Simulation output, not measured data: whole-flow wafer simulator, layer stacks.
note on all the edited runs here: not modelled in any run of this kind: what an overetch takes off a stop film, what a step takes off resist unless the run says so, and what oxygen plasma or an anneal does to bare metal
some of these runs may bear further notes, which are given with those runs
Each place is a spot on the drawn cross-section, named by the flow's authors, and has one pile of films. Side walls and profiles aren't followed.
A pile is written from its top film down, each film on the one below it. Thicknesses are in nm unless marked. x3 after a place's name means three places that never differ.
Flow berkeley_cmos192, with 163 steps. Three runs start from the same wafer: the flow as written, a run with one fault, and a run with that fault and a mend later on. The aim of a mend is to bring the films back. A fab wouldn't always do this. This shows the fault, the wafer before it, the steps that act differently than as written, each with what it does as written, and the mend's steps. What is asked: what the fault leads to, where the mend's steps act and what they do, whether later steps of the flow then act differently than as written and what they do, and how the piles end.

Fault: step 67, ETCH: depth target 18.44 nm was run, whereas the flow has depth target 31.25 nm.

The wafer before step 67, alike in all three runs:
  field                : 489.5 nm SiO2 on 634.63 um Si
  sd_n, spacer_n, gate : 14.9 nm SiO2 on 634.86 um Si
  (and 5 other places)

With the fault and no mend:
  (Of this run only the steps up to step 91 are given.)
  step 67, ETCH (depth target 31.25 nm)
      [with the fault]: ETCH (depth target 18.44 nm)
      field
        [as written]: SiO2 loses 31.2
        [with the fault]: SiO2 loses 18.4
  Every later step of the flow up to step 91 that is run acts as written, at every place that is followed, to within 2% or 0.5 nm, whichever is larger.
  The piles after step 91 differ from the flow's at field by more than 2% or 0.5 nm, whichever is larger.
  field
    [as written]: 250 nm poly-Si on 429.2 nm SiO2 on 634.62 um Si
    [with the fault]: 250 nm poly-Si on 441.9 nm SiO2 on 634.62 um Si

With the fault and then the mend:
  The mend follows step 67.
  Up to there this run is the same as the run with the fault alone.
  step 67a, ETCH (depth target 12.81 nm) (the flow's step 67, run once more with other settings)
      field
        SiO2 loses 12.8
  Every later step of the flow that is run acts as written, at every place that is followed, to within 2% or 0.5 nm, whichever is larger.
  The piles end the same as the flow's at every place that both follow.
